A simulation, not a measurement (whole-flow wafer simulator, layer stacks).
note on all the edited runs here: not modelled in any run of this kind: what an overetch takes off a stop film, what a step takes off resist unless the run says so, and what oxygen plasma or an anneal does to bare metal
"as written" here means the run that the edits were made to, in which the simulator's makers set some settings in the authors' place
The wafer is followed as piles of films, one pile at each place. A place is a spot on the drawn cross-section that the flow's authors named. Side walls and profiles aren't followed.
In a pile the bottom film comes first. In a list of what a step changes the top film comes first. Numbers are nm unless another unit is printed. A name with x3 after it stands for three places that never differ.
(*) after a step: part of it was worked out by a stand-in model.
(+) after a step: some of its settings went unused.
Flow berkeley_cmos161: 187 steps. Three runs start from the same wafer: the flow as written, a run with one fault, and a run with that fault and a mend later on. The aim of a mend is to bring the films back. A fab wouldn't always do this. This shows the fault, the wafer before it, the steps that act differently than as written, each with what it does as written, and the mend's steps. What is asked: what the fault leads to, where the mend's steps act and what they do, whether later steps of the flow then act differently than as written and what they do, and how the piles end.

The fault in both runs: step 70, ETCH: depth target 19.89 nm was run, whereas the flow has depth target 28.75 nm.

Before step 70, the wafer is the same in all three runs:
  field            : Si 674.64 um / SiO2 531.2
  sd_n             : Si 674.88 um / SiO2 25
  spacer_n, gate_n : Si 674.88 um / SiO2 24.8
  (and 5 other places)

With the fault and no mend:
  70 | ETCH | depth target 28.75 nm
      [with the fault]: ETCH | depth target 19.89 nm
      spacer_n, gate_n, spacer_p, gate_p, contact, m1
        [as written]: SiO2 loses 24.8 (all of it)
        [with the fault]: SiO2 loses 19.9
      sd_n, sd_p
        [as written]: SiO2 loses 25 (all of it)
        [with the fault]: SiO2 loses 19.9
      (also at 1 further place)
  Later steps of the flow acting differently than as written (46 more steps, not shown, differ only slightly: by at most 2% or 0.5 nm, whichever is larger):
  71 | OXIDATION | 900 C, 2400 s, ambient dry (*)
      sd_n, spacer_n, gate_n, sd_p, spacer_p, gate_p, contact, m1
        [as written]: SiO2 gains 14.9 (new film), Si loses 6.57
        [with the fault]: SiO2 gains 12.9, Si loses 5.69
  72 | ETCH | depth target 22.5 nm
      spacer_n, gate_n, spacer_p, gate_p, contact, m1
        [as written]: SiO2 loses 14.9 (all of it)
        [with the fault]: SiO2 loses 17.8 (all of it)
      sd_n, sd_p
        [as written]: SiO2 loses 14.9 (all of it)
        [with the fault]: SiO2 loses 18.1 (all of it)
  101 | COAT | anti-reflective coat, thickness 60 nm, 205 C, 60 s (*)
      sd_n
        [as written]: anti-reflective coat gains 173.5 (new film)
        [with the fault]: anti-reflective coat gains 179 (new film)
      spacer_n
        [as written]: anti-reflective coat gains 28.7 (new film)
        [with the fault]: anti-reflective coat gains 27.2 (new film)
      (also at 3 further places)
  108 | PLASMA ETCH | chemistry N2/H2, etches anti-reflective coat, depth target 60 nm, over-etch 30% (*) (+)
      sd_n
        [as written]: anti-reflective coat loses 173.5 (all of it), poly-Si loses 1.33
        [with the fault]: anti-reflective coat loses 179 (all of it), poly-Si loses 1.38
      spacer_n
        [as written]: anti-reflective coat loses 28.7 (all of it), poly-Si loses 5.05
        [with the fault]: anti-reflective coat loses 27.2 (all of it), poly-Si loses 5.27
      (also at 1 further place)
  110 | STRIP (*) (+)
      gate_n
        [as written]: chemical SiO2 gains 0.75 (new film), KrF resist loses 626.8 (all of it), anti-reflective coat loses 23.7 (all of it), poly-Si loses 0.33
        [with the fault]: chemical SiO2 gains 0.75 (new film), KrF resist loses 631.7 (all of it), anti-reflective coat loses 22.3 (all of it), poly-Si loses 0.33
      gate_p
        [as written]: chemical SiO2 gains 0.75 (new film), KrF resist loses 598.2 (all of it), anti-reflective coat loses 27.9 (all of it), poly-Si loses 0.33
        [with the fault]: chemical SiO2 gains 0.75 (new film), KrF resist loses 601.3 (all of it), anti-reflective coat loses 27.1 (all of it), poly-Si loses 0.33
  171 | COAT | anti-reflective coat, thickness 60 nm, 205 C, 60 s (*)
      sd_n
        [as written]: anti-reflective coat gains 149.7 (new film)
        [with the fault]: anti-reflective coat gains 156.2 (new film)
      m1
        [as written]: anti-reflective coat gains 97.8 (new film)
        [with the fault]: anti-reflective coat gains 100.1 (new film)
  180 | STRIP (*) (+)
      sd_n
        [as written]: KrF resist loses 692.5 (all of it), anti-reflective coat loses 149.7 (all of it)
        [with the fault]: KrF resist loses 691 (all of it), anti-reflective coat loses 156.2 (all of it)
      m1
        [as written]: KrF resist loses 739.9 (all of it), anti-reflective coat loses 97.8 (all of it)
        [with the fault]: KrF resist loses 742.4 (all of it), anti-reflective coat loses 100.1 (all of it)
  The piles end different from the flow's at field by more than 2% or 0.5 nm, whichever is larger.
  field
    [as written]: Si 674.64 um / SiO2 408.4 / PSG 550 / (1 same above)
    [with the fault]: Si 674.64 um / SiO2 417.2 / PSG 550 / (1 same above)

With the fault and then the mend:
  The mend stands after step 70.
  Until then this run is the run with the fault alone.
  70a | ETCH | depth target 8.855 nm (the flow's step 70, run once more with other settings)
      spacer_n, gate_n, spacer_p, gate_p, contact, m1
        SiO2 loses 4.91 (all of it)
      sd_n, sd_p
        SiO2 loses 5.15 (all of it)
      field
        SiO2 loses 8.86
  Later steps of the flow that are run all act as written at every place that is followed, up to a difference of at most 2% or 0.5 nm, whichever is larger.
  The piles end the same as the flow's at every place that both follow.
